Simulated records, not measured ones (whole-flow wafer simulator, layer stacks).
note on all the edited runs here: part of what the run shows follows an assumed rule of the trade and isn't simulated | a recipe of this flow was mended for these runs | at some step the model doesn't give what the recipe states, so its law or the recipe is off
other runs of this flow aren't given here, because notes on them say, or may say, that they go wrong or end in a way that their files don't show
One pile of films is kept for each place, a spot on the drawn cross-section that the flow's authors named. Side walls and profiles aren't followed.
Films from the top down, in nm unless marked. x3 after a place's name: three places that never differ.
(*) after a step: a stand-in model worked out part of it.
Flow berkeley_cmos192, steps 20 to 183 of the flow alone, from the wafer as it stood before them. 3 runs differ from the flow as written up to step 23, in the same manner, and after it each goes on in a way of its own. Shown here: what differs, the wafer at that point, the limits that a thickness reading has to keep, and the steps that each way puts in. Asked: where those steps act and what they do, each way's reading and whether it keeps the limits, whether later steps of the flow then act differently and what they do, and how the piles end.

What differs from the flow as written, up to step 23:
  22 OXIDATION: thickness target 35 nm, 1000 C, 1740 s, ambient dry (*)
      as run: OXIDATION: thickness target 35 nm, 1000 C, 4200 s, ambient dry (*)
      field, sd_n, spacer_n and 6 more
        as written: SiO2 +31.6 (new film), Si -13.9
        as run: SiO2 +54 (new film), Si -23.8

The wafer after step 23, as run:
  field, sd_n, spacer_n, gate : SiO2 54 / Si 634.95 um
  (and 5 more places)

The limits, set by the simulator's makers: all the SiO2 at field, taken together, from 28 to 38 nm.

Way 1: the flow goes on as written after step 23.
  The reading after step 23: 54 nm, outside the limits.
  Later steps of the flow that act differently than as written:
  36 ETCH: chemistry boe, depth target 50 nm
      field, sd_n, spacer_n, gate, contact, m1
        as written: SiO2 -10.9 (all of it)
        this way: SiO2 -33.3 (all of it)
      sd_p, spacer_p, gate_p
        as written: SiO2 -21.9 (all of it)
        this way: SiO2 -44.3 (all of it)
  At the end the piles differ from the flow's only slightly at the places that both follow, by at most 2% or 0.5 nm, whichever is larger.

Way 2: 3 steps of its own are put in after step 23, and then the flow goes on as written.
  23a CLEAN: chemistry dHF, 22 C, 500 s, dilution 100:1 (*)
      field, sd_n, spacer_n and 6 more
        SiO2 -21.8
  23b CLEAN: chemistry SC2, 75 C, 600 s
      changes no film at any place that is followed
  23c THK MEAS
      changes no film at any place that is followed
  The reading after step 23c: 32.2 nm, within the limits.
  Later steps of the flow that act differently than as written:
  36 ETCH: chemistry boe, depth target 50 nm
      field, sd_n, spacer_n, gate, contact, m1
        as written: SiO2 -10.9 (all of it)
        this way: SiO2 -11.5 (all of it)
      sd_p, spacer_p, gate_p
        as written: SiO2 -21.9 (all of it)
        this way: SiO2 -22.5 (all of it)
  At the end the piles differ from the flow's only slightly at the places that both follow, by at most 2% or 0.5 nm, whichever is larger.

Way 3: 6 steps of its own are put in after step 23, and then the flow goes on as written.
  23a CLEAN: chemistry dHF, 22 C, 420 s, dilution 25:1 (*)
      field, sd_n, spacer_n and 6 more
        SiO2 -54 (all of it)
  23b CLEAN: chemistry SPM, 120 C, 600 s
      field, sd_n, spacer_n and 6 more
        chemical SiO2 +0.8 (new film), Si -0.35
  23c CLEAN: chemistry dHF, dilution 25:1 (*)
      field, sd_n, spacer_n and 6 more
        chemical SiO2 -0.8 (all of it)
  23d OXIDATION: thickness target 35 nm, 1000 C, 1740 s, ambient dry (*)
      field, sd_n, spacer_n and 6 more
        SiO2 +31.6 (new film), Si -13.9
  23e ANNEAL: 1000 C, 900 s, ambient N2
      changes no film at any place that is followed
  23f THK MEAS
      changes no film at any place that is followed
  The reading after step 23f: 31.6 nm, within the limits.
  No later step of the flow acts differently than as written at any place that is followed.
  At the end the piles differ from the flow's only slightly at the places that both follow, by at most 2% or 0.5 nm, whichever is larger.

Within the limits: way 2, way 3. Outside them: way 1.
